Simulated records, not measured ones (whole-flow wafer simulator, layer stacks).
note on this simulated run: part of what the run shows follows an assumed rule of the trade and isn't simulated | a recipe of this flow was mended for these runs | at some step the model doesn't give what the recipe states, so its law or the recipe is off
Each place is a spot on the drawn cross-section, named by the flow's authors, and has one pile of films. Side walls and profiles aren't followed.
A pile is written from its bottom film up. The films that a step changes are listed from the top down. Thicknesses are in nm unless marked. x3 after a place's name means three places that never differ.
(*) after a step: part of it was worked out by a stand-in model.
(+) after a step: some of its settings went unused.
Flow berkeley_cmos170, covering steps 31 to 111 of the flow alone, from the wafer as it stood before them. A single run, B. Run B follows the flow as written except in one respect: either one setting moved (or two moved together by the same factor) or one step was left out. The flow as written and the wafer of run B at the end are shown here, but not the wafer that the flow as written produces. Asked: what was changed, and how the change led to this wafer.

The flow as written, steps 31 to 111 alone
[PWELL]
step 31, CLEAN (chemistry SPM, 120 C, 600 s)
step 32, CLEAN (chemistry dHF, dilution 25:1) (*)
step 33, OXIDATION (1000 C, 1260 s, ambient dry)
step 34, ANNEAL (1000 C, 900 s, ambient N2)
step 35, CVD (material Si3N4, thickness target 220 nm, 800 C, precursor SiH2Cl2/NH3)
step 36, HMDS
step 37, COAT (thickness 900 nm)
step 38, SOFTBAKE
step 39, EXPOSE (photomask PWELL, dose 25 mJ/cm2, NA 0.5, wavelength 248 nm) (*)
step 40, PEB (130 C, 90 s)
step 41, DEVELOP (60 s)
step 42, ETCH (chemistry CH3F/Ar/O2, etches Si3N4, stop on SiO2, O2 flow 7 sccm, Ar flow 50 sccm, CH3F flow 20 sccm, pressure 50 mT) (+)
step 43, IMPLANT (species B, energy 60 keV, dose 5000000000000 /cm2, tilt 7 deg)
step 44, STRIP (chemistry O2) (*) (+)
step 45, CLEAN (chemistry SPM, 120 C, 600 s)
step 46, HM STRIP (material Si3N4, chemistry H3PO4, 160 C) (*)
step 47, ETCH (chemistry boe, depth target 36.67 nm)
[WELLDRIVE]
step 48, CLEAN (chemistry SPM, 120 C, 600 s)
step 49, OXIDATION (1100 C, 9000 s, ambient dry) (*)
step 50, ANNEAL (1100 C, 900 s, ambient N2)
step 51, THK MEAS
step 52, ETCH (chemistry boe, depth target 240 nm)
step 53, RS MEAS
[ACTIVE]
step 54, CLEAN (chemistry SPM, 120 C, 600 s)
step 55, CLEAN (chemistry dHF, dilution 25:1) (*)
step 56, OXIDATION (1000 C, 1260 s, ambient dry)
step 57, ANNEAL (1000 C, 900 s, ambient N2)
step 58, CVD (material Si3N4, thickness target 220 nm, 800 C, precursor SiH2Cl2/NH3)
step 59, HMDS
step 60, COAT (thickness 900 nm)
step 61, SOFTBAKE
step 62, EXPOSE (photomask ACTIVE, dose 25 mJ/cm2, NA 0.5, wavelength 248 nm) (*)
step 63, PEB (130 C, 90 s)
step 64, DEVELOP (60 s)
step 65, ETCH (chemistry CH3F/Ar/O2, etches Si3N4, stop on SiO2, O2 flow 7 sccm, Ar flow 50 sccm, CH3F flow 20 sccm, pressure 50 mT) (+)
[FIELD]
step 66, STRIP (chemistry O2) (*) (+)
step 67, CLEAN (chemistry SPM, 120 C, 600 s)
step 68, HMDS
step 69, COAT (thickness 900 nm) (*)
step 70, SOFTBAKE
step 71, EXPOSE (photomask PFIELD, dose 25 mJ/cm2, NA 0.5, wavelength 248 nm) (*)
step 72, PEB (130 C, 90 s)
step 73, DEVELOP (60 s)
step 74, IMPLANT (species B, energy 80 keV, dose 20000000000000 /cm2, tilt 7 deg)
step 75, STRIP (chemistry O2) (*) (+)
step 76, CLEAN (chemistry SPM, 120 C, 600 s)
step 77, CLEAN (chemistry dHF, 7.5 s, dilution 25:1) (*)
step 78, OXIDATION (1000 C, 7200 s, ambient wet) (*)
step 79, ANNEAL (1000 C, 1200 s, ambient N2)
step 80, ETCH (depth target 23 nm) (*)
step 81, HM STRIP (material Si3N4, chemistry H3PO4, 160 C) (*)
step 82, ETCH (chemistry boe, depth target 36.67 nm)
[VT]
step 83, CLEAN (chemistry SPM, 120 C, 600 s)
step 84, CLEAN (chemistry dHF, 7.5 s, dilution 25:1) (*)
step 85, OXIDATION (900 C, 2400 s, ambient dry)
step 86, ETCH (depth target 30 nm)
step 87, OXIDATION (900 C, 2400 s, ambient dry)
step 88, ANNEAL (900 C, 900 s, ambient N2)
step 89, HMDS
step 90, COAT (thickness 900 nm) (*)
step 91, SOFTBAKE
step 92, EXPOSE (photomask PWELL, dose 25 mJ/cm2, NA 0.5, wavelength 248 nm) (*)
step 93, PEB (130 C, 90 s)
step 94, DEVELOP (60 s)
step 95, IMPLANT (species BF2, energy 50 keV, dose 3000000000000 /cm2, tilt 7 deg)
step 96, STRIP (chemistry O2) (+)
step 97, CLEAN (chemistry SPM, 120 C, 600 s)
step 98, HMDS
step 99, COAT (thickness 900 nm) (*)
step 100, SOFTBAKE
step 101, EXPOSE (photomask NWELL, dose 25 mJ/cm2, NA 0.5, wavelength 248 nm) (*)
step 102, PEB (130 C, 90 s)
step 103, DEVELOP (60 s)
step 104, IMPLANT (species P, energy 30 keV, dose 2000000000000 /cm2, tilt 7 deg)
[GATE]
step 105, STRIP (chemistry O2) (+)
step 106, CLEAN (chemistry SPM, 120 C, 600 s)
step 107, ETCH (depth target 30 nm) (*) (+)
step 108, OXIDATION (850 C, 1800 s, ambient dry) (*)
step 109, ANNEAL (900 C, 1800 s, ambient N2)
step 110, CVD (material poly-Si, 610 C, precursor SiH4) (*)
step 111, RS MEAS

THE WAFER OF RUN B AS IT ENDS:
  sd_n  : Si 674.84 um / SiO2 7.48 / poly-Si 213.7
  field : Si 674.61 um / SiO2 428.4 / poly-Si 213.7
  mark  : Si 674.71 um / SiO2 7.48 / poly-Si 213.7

The reason: step 33, OXIDATION: 1188 C was run, whereas the flow has 1000 C.

Step by step, how the change led to this:
  step 33, OXIDATION (1000 C, 1260 s, ambient dry)
      field, mark, sd_n and 10 more: SiO2 gains 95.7 (new film), Si loses 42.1 (in the flow as written it would be: SiO2 gains 26.6 (new film), Si loses 11.7)
  step 47, ETCH (chemistry boe, depth target 36.67 nm)
      field, mark, sd_n and 7 more: SiO2 loses 36.7 (in the flow as written it would be: SiO2 loses 8.89 (all of it))
      sd_p, spacer_p, gate_p: SiO2 loses 36.7 (in the flow as written it would be: SiO2 loses 19.7 (all of it))
  step 48, CLEAN (chemistry SPM, 120 C, 600 s)
      field, mark, sd_n and 10 more: nothing (in the flow as written it would be: chemical SiO2 gains 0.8 (new film), Si loses 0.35)
  step 49, OXIDATION (1100 C, 9000 s, ambient dry) (*)
      field, mark, sd_n and 7 more: SiO2 gains 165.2, Si loses 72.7 (in the flow as written it would be: SiO2 gains 197.6 (new film), chemical SiO2 loses 0.8 (all of it), Si loses 86.6)
      sd_p, spacer_p, gate_p: SiO2 gains 158.5, Si loses 69.8 (in the flow as written it would be: SiO2 gains 197.6 (new film), chemical SiO2 loses 0.8 (all of it), Si loses 86.6)
  step 52, ETCH (chemistry boe, depth target 240 nm)
      field, mark, sd_n and 7 more: SiO2 loses 206.5 (all of it) (in the flow as written it would be: SiO2 loses 197.6 (all of it))
      sd_p, spacer_p, gate_p: SiO2 loses 210.7 (all of it) (in the flow as written it would be: SiO2 loses 197.6 (all of it))
